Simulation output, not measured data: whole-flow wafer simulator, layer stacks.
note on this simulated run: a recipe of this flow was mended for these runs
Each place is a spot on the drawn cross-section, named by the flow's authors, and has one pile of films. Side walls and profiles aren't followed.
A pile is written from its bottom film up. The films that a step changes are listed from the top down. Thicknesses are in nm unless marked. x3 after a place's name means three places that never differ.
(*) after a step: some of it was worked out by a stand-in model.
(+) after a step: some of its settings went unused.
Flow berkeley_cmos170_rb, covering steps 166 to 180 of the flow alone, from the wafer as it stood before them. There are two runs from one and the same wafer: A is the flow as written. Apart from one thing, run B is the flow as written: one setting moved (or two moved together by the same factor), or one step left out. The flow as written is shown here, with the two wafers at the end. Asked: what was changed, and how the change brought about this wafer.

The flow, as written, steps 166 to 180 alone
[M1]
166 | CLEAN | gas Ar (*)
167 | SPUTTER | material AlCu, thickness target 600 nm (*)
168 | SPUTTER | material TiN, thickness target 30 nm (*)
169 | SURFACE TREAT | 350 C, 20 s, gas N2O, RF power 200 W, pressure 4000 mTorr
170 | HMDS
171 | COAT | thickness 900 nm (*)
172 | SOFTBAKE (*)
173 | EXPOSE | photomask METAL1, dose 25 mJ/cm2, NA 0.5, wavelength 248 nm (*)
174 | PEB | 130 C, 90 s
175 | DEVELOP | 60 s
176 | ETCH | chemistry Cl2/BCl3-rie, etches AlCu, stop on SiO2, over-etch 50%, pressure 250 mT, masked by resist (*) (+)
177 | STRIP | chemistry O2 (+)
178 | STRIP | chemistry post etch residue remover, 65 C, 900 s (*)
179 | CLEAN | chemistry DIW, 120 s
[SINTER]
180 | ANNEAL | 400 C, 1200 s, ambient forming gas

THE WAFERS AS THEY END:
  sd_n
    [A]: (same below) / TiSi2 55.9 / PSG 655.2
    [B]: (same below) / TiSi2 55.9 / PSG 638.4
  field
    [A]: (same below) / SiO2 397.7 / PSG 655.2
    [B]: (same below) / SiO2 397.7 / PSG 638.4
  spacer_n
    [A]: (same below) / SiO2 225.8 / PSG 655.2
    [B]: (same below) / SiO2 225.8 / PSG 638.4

What caused this: step 176, ETCH: over-etch 71.3% was run, while the flow as written has over-etch 50%.

How this came from the change, step by step:
  176 | ETCH | chemistry Cl2/BCl3-rie, etches AlCu, stop on SiO2, over-etch 50%, pressure 250 mT, masked by resist (*) (+)
      field, sd_n, spacer_n, gate, spacer_p, gate_p: A -30 TiN (all of it), -600 AlCu (all of it), -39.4 PSG | B -30 TiN (all of it), -600 AlCu (all of it), -56.1 PSG
      contact, m1: A -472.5 KrF-resist | B -539.6 KrF-resist
      (as well as at 1 more place)
  177 | STRIP | chemistry O2 (+)
      contact: A -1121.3 KrF-resist (all of it) | B -1054.2 KrF-resist (all of it)
      m1: A -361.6 KrF-resist (all of it) | B -294.5 KrF-resist (all of it)
